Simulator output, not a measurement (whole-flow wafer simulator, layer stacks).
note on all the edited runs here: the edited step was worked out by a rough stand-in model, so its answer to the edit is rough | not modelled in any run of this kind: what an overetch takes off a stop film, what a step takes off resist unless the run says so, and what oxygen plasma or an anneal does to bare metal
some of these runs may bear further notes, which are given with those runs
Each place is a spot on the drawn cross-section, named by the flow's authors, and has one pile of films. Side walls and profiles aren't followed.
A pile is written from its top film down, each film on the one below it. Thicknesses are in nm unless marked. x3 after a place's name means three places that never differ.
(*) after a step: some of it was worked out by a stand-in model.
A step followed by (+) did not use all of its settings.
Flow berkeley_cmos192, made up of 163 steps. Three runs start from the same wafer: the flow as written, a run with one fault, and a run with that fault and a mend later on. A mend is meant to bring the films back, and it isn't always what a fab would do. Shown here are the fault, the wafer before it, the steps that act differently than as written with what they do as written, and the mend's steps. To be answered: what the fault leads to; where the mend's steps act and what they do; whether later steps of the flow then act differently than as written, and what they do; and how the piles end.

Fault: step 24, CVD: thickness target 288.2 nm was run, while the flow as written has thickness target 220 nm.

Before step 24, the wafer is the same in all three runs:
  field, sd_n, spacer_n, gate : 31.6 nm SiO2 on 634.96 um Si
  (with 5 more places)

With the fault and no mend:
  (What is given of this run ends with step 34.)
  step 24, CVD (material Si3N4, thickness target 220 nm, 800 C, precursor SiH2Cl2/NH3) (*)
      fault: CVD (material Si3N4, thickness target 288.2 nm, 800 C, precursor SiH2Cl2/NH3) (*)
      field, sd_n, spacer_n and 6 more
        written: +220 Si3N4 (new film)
        fault: +288.2 Si3N4 (new film)
  Later steps of the flow acting differently than as written:
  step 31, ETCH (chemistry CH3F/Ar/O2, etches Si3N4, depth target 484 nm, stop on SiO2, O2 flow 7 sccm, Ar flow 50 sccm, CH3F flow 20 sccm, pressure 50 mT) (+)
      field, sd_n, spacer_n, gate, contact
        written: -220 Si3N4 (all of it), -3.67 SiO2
        fault: -288.2 Si3N4 (all of it), -3.67 SiO2
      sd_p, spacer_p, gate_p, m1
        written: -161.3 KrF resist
        fault: -206.8 KrF resist
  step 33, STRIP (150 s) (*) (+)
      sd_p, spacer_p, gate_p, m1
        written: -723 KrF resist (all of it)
        fault: -677.6 KrF resist (all of it)
  The piles after step 34 differ from the flow's at sd_p, spacer_p, gate_p, m1 by more than 2% or 0.5 nm, whichever is larger.
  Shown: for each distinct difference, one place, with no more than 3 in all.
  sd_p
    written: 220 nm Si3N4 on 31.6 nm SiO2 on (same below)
    fault: 288.2 nm Si3N4 on 31.6 nm SiO2 on (same below)

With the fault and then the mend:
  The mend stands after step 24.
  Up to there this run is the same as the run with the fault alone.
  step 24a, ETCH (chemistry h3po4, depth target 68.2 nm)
      field, sd_n, spacer_n and 6 more
        -68.2 Si3N4
  Later steps of the flow that are run all act as written at every place that is followed.
  By the end, the piles equal the flow's at every place that both follow.
